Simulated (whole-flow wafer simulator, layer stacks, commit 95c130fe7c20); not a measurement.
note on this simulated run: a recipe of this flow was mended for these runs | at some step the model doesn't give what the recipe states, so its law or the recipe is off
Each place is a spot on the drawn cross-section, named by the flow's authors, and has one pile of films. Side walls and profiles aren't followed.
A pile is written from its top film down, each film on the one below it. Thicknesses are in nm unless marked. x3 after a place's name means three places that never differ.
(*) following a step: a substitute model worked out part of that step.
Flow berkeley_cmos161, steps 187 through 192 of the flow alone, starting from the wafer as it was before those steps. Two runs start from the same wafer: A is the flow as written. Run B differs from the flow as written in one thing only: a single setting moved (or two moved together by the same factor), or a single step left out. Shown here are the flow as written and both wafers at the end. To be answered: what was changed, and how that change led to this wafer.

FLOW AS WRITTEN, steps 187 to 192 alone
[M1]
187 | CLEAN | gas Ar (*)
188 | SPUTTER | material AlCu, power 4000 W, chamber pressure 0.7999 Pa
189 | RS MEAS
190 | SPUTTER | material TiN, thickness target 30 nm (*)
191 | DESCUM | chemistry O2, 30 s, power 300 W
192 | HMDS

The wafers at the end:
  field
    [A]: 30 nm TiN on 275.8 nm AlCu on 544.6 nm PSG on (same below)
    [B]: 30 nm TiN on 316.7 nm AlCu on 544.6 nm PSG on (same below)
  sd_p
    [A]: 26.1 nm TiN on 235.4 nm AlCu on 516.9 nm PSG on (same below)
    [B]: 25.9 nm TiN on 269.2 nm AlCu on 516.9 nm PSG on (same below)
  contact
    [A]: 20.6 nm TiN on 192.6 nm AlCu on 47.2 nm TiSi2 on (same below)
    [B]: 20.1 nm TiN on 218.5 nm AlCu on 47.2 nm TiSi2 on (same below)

The reason: step 188, SPUTTER: chamber pressure 0.512 Pa was run, while the flow as written has chamber pressure 0.7999 Pa.

Step by step, how the change led to this:
  188 | SPUTTER | material AlCu, power 4000 W, chamber pressure 0.7999 Pa
      field, sd_n, spacer_n, gate_n, spacer_p, gate_p, m1: A +275.8 AlCu (new film) | B +316.7 AlCu (new film)
      sd_p: A +235.4 AlCu (new film) | B +269.2 AlCu (new film)
      (also at 1 further place)
